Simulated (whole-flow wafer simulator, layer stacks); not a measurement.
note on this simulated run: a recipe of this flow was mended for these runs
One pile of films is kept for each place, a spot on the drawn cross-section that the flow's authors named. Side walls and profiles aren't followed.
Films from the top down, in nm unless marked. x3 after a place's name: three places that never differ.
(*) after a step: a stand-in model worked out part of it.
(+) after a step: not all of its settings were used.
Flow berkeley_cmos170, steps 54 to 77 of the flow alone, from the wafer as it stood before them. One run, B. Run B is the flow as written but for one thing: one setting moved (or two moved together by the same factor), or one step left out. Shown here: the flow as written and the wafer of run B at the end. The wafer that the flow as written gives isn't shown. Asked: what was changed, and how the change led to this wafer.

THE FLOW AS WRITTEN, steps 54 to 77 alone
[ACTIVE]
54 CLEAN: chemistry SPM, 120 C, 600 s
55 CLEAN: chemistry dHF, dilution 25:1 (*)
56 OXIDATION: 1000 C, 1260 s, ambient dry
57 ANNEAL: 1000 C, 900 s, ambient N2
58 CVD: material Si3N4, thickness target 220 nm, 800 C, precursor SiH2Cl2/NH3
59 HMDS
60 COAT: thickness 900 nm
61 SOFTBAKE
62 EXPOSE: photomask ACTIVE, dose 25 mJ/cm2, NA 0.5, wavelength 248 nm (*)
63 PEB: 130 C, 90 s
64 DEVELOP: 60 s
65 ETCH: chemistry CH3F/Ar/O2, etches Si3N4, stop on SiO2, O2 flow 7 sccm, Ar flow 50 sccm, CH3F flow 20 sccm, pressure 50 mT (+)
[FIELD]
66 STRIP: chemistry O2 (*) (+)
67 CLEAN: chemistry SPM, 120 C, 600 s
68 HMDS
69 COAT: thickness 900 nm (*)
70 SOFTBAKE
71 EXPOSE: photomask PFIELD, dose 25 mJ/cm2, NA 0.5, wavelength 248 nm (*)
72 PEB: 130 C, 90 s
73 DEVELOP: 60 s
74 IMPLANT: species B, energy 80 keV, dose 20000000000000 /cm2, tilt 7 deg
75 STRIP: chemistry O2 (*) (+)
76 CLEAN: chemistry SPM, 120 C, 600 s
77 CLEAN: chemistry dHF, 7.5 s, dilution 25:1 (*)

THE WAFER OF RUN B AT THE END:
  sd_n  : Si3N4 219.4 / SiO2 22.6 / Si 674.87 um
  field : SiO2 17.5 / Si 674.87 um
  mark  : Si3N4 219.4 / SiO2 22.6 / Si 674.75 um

The cause: step 56, OXIDATION: 929 s was run, where the flow has 1260 s.

How the change led to this, step by step:
  56 OXIDATION: 1000 C, 1260 s, ambient dry
      field, mark, sd_n and 10 more: SiO2 +22.6 (new film), Si -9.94 (as written it would be: SiO2 +26.6 (new film), Si -11.7)
